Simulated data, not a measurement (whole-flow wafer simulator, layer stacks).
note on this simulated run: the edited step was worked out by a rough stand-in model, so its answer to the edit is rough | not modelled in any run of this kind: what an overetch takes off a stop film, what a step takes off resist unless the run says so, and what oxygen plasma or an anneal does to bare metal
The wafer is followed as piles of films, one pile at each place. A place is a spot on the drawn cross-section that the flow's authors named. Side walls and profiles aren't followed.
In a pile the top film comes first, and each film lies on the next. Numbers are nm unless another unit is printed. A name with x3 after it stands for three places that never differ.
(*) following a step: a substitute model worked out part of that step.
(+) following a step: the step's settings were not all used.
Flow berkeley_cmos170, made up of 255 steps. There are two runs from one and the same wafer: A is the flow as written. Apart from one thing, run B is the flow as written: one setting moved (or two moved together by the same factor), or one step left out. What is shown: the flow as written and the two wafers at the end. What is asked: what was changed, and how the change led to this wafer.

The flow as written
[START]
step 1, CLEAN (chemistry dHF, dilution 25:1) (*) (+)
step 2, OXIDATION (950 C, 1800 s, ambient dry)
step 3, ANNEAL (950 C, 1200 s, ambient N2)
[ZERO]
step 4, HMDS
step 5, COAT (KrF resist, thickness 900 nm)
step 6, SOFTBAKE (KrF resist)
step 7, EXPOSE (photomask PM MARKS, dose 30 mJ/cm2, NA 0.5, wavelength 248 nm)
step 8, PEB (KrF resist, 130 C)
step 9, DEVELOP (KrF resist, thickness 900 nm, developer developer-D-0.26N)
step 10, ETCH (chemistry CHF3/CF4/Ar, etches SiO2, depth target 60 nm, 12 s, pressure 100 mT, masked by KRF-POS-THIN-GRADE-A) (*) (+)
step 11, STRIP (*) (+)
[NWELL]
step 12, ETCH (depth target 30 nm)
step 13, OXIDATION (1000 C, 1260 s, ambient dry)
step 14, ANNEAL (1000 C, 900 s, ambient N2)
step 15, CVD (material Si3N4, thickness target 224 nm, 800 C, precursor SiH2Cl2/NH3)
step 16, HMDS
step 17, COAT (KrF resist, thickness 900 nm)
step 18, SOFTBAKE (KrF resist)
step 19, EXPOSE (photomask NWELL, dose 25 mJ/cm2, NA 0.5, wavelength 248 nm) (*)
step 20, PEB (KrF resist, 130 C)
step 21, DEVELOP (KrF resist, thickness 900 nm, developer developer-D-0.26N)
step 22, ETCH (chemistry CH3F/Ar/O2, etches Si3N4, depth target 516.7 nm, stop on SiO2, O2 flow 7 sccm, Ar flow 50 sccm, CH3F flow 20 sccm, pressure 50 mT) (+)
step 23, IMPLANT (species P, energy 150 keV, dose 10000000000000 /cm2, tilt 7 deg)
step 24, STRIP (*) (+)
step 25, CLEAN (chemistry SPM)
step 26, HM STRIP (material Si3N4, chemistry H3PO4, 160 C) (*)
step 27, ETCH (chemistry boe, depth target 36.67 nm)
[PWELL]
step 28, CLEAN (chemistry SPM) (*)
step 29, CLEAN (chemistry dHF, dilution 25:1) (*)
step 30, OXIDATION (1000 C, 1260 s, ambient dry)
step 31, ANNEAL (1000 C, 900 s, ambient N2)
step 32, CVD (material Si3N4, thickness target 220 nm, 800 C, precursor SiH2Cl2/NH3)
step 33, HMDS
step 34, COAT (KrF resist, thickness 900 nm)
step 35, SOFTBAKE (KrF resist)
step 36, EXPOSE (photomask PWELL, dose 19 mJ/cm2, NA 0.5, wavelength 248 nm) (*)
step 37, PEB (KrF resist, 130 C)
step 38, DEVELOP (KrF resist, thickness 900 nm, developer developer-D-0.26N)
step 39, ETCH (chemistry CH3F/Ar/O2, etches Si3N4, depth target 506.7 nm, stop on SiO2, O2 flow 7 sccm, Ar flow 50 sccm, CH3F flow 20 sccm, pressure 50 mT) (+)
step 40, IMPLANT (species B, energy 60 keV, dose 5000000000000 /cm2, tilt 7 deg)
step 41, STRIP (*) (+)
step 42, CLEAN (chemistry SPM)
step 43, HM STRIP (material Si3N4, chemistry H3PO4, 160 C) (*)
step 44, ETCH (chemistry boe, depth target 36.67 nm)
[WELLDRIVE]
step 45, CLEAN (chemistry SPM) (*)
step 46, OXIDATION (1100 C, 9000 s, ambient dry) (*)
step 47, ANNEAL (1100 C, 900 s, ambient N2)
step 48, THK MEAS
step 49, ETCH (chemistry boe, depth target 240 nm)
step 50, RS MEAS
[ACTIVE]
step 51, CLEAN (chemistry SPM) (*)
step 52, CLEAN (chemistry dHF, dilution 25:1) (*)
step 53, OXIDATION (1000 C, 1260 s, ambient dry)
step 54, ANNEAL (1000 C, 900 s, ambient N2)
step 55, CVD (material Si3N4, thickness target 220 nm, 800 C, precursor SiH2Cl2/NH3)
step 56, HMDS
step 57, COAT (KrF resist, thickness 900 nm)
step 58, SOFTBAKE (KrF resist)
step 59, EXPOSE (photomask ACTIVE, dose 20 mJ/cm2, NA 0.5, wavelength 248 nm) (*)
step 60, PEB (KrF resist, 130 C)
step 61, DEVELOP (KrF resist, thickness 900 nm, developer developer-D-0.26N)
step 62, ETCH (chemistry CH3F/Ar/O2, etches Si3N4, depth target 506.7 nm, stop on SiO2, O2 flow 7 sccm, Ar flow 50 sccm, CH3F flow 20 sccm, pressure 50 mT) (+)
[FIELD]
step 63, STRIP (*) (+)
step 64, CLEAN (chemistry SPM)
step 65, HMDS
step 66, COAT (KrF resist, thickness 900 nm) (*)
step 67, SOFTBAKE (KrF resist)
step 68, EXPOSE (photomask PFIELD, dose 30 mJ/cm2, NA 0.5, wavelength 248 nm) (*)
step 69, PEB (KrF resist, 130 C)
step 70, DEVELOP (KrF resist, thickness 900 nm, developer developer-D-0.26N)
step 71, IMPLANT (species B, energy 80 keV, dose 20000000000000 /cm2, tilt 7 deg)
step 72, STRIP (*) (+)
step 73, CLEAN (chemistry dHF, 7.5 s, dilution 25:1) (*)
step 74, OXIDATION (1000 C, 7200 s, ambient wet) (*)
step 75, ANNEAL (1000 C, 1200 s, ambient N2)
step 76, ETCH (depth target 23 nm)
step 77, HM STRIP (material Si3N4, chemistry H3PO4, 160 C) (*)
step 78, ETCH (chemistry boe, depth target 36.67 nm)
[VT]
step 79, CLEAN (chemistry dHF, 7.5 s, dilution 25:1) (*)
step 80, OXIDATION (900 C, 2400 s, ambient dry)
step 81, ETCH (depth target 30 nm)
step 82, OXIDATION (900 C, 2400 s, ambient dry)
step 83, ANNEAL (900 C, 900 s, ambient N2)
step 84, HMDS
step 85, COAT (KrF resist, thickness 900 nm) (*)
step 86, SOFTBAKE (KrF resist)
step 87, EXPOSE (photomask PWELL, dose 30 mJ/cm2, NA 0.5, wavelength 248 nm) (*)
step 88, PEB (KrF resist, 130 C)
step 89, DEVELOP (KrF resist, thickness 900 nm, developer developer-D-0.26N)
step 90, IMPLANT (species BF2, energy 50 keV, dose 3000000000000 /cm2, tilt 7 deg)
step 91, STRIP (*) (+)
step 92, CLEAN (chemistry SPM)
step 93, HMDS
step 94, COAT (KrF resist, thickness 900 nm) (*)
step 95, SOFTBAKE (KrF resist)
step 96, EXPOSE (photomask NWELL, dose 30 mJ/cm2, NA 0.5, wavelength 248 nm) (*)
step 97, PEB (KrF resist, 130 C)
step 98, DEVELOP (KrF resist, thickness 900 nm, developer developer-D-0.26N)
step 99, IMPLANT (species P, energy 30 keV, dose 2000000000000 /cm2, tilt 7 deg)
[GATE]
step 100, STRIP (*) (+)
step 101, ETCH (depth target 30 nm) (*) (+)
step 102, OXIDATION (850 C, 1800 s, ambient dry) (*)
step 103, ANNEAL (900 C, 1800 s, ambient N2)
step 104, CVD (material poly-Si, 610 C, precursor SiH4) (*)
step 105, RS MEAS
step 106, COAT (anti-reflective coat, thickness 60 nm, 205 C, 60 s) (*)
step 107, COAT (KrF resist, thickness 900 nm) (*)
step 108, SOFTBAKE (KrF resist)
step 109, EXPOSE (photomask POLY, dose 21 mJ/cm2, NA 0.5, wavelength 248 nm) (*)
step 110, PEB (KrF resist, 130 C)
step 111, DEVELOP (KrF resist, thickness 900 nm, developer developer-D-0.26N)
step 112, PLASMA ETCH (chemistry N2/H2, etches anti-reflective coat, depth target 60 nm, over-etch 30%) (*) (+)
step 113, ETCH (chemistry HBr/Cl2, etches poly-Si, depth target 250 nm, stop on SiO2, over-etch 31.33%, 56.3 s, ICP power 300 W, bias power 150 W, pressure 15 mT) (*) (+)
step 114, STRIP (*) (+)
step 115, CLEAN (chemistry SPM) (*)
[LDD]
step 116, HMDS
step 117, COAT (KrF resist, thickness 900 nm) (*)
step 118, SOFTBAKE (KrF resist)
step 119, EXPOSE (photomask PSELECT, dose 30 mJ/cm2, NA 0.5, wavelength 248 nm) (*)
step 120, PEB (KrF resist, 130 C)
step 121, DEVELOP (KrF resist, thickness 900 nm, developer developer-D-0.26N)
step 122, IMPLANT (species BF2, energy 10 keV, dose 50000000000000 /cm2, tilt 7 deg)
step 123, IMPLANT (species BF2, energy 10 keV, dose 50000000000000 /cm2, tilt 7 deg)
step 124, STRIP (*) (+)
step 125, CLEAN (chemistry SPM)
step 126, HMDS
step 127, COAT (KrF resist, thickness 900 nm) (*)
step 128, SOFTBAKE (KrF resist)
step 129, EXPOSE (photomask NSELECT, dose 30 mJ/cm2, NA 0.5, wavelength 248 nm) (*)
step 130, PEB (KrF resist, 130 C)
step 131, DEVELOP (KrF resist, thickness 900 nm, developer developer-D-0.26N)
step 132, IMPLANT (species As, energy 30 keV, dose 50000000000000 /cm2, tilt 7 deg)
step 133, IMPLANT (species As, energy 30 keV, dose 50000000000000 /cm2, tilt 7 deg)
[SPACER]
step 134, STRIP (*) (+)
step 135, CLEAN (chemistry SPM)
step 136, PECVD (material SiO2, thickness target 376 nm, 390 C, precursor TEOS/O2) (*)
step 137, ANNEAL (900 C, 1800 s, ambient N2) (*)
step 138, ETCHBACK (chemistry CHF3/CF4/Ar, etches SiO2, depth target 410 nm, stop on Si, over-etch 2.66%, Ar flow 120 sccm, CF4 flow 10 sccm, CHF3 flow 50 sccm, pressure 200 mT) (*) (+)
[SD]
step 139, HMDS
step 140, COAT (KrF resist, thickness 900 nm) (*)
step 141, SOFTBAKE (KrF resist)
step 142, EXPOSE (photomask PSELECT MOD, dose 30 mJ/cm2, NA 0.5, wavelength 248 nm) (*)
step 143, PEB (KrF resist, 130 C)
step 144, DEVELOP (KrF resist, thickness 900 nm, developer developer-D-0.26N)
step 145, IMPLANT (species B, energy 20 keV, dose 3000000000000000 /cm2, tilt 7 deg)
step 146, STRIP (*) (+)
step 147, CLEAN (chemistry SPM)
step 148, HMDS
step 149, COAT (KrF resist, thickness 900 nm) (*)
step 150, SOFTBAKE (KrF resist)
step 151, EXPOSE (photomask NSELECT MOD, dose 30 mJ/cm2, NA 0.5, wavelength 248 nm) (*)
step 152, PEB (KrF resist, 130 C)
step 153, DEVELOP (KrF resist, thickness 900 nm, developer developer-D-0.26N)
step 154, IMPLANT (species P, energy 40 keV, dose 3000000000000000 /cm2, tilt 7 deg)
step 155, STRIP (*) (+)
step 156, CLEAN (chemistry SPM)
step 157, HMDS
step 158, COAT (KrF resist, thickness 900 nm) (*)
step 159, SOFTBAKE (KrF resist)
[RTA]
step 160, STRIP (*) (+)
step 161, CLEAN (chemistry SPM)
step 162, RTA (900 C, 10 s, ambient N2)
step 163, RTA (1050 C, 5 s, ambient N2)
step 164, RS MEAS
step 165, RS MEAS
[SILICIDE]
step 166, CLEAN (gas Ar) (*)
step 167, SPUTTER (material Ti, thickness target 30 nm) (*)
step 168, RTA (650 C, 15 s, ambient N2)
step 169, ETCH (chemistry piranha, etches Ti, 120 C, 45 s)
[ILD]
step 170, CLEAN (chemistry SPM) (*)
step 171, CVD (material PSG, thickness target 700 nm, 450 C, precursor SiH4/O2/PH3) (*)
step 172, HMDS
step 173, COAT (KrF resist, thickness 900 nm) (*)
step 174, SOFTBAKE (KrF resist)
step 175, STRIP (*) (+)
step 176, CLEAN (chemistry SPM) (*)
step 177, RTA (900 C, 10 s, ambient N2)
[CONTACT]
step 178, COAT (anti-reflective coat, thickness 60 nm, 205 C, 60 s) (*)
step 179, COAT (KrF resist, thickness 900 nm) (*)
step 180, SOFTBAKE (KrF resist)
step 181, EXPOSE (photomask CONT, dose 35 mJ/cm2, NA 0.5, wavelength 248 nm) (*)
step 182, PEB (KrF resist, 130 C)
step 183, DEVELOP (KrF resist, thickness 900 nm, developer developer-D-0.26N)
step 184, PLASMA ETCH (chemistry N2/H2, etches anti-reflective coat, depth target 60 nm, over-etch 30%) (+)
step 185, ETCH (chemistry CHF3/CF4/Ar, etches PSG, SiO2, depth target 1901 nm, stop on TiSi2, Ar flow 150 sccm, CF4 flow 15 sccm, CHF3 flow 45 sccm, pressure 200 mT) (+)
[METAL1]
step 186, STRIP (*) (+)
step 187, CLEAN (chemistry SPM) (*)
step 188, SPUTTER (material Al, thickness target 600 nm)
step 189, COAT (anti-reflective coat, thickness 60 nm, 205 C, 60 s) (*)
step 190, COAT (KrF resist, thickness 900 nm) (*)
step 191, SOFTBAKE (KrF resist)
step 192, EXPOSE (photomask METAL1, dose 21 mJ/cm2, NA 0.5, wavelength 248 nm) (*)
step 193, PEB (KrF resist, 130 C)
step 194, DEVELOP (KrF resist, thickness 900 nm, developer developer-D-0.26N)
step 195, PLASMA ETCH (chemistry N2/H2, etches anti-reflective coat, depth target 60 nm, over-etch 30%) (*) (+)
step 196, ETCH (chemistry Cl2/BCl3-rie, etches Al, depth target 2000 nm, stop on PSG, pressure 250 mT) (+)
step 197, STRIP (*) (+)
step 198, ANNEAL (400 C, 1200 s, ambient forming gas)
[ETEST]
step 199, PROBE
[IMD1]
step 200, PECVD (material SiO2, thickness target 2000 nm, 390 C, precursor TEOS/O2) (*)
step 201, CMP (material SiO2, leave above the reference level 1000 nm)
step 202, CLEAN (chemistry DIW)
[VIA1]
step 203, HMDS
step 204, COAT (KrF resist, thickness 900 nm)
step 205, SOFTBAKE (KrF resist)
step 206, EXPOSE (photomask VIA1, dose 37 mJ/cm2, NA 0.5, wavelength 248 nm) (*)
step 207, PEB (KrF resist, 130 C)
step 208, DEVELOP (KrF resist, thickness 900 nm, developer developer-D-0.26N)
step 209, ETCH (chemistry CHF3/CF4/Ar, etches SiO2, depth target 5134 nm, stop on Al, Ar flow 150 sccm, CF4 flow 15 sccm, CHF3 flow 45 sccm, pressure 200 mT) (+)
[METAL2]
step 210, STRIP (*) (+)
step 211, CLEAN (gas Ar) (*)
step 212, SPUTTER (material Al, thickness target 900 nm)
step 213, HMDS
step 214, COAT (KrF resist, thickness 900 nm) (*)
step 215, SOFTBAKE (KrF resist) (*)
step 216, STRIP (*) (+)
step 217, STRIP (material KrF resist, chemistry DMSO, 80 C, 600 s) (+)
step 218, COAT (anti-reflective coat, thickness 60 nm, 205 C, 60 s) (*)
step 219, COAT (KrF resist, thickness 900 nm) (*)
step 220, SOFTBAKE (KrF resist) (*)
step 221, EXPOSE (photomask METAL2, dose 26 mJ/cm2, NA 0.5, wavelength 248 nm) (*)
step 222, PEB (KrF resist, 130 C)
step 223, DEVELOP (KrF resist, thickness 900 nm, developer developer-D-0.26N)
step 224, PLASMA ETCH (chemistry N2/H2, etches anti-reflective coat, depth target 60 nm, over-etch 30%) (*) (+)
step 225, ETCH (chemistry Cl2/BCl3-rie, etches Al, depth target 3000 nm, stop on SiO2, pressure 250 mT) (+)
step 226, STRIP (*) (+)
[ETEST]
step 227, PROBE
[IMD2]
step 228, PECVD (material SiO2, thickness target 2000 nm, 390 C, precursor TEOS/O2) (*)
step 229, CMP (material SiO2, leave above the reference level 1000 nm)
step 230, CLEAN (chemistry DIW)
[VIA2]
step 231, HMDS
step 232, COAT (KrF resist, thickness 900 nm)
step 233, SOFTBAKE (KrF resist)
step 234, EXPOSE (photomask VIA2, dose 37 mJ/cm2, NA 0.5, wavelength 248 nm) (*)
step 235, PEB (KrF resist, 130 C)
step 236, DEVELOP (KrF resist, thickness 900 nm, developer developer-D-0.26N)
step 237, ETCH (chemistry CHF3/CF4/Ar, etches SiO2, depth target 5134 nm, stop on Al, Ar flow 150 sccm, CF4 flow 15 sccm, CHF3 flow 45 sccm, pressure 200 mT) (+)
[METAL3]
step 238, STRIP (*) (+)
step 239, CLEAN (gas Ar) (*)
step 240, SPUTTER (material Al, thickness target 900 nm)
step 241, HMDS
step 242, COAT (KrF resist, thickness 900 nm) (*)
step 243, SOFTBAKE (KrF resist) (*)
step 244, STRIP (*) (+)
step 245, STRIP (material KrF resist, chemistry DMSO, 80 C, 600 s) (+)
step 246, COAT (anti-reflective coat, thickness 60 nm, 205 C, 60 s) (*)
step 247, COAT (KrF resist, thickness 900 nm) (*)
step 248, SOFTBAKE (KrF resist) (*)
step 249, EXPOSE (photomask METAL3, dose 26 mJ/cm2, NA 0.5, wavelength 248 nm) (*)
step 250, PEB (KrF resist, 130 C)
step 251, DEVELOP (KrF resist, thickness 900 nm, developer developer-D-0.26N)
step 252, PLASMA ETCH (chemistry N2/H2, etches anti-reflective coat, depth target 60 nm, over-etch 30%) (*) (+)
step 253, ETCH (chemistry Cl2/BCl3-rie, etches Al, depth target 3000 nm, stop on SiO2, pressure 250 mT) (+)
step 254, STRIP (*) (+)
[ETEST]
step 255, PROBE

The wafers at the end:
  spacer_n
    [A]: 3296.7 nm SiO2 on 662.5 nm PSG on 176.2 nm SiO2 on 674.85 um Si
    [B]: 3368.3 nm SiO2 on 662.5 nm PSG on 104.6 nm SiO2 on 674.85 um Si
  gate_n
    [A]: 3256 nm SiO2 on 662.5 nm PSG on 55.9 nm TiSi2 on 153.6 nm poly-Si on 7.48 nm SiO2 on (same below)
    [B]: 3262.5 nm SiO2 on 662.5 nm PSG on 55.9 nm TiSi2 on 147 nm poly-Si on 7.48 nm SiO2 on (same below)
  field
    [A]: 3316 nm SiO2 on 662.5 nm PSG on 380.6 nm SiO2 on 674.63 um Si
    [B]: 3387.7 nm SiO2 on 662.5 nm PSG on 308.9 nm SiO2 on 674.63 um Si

Cause: step 136, PECVD: thickness target 301 nm was run, while the flow as written has thickness target 376 nm.

How this came from the change, step by step:
  step 136, PECVD (material SiO2, thickness target 376 nm, 390 C, precursor TEOS/O2) (*)
      field, sd_n, spacer_n and 7 more: A +376 SiO2 | B +301 SiO2
      gate_n, gate_p: A +376 SiO2 (new film) | B +301 SiO2 (new film)
  step 137, ANNEAL (900 C, 1800 s, ambient N2) (*)
      field, sd_n, spacer_n and 9 more: A -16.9 SiO2 | B -13.5 SiO2
  step 138, ETCHBACK (chemistry CHF3/CF4/Ar, etches SiO2, depth target 410 nm, stop on Si, over-etch 2.66%, Ar flow 120 sccm, CF4 flow 10 sccm, CHF3 flow 50 sccm, pressure 200 mT) (*) (+)
      contact, m1, via1, m2, via2: A -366 SiO2 (all of it) | B -294.3 SiO2 (all of it)
      sd_n, sd_p: A -366 SiO2 (all of it) | B -294.4 SiO2 (all of it)
      (as well as at 2 more places)
  step 140, COAT (KrF resist, thickness 900 nm) (*)
      sd_n: A +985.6 KrF resist (new film) | B +947 KrF resist (new film)
      spacer_n: A +825.5 KrF resist (new film) | B +860 KrF resist (new film)
      (as well as at 9 more places)
  step 144, DEVELOP (KrF resist, thickness 900 nm, developer developer-D-0.26N)
      sd_p: A -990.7 KrF resist (all of it) | B -955.3 KrF resist (all of it)
      spacer_p: A -817.6 KrF resist (all of it) | B -855.6 KrF resist (all of it)
      (as well as at 1 more place)
  step 146, STRIP (*) (+)
      sd_n: A +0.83 chemical SiO2 (new film), -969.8 KrF resist (all of it), -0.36 Si | B +0.82 chemical SiO2 (new film), -931.2 KrF resist (all of it), -0.36 Si
      spacer_n: A -810 KrF resist (all of it) | B -844.4 KrF resist (all of it)
      (as well as at 6 more places)
  step 149, COAT (KrF resist, thickness 900 nm) (*)
      sd_n: A +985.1 KrF resist (new film) | B +946.8 KrF resist (new film)
      spacer_n: A +825.9 KrF resist (new film) | B +860.2 KrF resist (new film)
      (as well as at 9 more places)
  step 153, DEVELOP (KrF resist, thickness 900 nm, developer developer-D-0.26N)
      sd_n: A -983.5 KrF resist (all of it) | B -945.2 KrF resist (all of it)
      spacer_n: A -824.6 KrF resist (all of it) | B -858.8 KrF resist (all of it)
      (as well as at 2 more places)
  step 155, STRIP (*) (+)
      sd_p: A -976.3 KrF resist (all of it), +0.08 chemical SiO2 | B -940.8 KrF resist (all of it), +0.08 chemical SiO2
      spacer_p: A -804 KrF resist (all of it) | B -841.7 KrF resist (all of it)
      (as well as at 5 more places)
  step 158, COAT (KrF resist, thickness 900 nm) (*)
      sd_n: A +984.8 KrF resist (new film) | B +946.6 KrF resist (new film)
      spacer_n: A +825.6 KrF resist (new film) | B +860.3 KrF resist (new film)
      (as well as at 9 more places)
  step 160, STRIP (*) (+)
      gate_n: A -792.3 KrF resist (all of it), +0.07 chemical SiO2 | B -761.5 KrF resist (all of it), +0.07 chemical SiO2, -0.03 poly-Si
      gate_p: A -785.9 KrF resist (all of it), +0.07 chemical SiO2 | B -758.5 KrF resist (all of it), +0.07 chemical SiO2, -0.03 poly-Si
      (as well as at 9 more places)
  step 173, COAT (KrF resist, thickness 900 nm) (*)
      sd_n: A +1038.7 KrF resist (new film) | B +1007.4 KrF resist (new film)
      spacer_n: A +873.2 KrF resist (new film) | B +913.6 KrF resist (new film)
      (as well as at 9 more places)
  step 175, STRIP (*) (+)
      sd_n: A -1038.7 KrF resist (all of it) | B -1007.4 KrF resist (all of it)
      spacer_n: A -873.2 KrF resist (all of it) | B -913.6 KrF resist (all of it)
      (as well as at 9 more places)
  step 178, COAT (anti-reflective coat, thickness 60 nm, 205 C, 60 s) (*)
      field: A +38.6 anti-reflective coat (new film) | B +36.7 anti-reflective coat (new film)
      sd_n: A +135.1 anti-reflective coat (new film) | B +100.7 anti-reflective coat (new film)
      (as well as at 7 more places)
  step 179, COAT (KrF resist, thickness 900 nm) (*)
      gate_n: A +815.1 KrF resist (new film) | B +789.1 KrF resist (new film)
      sd_p: A +964.5 KrF resist (new film) | B +931.7 KrF resist (new film)
      (as well as at 5 more places)
  step 183, DEVELOP (KrF resist, thickness 900 nm, developer developer-D-0.26N)
      contact: A -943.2 KrF resist (all of it) | B -916.7 KrF resist (all of it)
  ... 8 further steps ...
  step 201, CMP (material SiO2, leave above the reference level 1000 nm)
      spacer_n, spacer_p: A -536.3 SiO2 | B -464.7 SiO2
      field: A -517 SiO2 | B -445.4 SiO2
